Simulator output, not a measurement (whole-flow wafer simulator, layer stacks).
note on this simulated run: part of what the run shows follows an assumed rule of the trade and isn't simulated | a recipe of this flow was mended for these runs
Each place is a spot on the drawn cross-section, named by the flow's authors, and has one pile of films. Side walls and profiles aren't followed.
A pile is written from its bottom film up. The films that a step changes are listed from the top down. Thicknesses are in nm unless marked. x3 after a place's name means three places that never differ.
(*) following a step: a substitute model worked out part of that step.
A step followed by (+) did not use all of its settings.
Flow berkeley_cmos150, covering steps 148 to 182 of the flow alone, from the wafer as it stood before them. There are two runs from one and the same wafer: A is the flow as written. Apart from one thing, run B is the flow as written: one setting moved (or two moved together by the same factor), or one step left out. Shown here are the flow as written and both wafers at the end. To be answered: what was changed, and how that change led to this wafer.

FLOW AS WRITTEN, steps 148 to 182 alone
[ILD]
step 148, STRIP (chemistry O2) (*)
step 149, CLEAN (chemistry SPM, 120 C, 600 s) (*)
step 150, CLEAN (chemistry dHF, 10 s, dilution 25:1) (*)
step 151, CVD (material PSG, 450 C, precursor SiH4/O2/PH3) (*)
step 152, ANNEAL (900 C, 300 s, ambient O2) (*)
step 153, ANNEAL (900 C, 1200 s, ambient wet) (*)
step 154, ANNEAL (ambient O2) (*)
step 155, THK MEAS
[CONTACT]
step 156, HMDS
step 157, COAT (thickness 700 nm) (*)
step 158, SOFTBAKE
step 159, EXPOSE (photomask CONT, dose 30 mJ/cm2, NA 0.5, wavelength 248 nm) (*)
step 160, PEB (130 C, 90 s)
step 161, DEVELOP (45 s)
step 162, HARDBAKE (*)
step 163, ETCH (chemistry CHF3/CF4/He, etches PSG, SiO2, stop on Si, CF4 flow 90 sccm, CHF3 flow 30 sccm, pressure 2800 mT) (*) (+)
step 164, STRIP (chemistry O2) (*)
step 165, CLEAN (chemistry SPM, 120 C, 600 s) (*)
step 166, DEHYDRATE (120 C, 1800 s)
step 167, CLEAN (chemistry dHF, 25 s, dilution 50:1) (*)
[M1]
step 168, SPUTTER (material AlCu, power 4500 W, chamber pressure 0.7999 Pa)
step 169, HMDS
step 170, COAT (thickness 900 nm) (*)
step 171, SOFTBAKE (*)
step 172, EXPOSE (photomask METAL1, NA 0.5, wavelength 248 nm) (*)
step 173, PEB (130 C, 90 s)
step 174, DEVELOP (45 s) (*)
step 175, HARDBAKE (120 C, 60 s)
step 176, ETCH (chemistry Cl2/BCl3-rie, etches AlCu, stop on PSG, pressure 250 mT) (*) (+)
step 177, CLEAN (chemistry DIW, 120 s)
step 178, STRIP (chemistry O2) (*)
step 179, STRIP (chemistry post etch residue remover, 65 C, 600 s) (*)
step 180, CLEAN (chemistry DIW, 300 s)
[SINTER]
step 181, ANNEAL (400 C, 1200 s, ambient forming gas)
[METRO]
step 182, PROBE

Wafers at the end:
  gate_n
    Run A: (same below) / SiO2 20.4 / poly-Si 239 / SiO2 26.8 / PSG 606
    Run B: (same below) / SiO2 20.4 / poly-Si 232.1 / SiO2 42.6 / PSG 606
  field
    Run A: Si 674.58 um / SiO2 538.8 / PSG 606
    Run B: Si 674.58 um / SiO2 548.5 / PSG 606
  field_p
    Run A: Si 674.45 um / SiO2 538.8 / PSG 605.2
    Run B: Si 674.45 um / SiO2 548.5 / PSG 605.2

Cause: step 153, ANNEAL: 1920 s was run, while the flow as written has 1200 s.

The path from the change to this, step by step:
  step 153, ANNEAL (900 C, 1200 s, ambient wet) (*)
      sd_n, contact, m1: A -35 PSG, +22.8 SiO2, -10 Si | B -35 PSG, +36.2 SiO2, -15.9 Si
      field, field_p: A -35 PSG, +16.3 SiO2, -7.15 Si | B -35 PSG, +25.9 SiO2, -11.4 Si
      (also at 3 further places)
  step 163, ETCH (chemistry CHF3/CF4/He, etches PSG, SiO2, stop on Si, CF4 flow 90 sccm, CHF3 flow 30 sccm, pressure 2800 mT) (*) (+)
      contact: A -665 PSG (all of it), -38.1 SiO2 (all of it), -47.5 Si | B -665 PSG (all of it), -51.5 SiO2 (all of it), -47.5 Si
